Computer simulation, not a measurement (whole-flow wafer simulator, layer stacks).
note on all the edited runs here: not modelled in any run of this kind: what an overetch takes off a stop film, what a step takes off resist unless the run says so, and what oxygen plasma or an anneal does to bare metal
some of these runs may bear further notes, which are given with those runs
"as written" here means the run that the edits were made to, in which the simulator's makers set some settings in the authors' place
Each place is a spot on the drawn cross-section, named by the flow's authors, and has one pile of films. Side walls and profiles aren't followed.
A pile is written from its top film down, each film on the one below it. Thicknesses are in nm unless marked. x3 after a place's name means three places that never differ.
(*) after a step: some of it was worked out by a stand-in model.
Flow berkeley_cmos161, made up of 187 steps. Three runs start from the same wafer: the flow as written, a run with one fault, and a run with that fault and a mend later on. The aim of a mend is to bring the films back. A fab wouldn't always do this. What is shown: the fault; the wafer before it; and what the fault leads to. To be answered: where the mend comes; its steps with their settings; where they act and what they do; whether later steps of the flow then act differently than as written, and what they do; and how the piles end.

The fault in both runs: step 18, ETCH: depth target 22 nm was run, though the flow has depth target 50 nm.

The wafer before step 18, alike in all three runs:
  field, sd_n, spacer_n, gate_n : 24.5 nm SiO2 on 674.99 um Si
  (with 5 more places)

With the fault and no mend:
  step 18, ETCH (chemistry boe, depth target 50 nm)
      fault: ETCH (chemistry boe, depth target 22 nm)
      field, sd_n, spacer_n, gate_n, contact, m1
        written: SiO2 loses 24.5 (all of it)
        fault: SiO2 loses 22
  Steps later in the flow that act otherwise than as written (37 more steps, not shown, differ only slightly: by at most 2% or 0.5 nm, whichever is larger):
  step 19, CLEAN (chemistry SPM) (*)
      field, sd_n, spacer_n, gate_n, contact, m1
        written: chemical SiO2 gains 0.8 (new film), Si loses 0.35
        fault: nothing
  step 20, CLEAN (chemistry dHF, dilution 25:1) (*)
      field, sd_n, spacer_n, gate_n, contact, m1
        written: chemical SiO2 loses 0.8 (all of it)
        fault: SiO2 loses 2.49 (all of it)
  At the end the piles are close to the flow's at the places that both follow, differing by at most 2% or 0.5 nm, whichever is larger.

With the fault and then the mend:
  The mend stands after step 18.
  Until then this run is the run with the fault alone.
  step 18a, ETCH (chemistry boe, depth target 28 nm) (the flow's step 18, run once more with other settings)
      field, sd_n, spacer_n, gate_n, contact, m1
        SiO2 loses 2.49 (all of it)
  None of the later steps of the flow acts differently than as written at any place that is followed.
  By the end, the piles equal the flow's at every place that both follow.
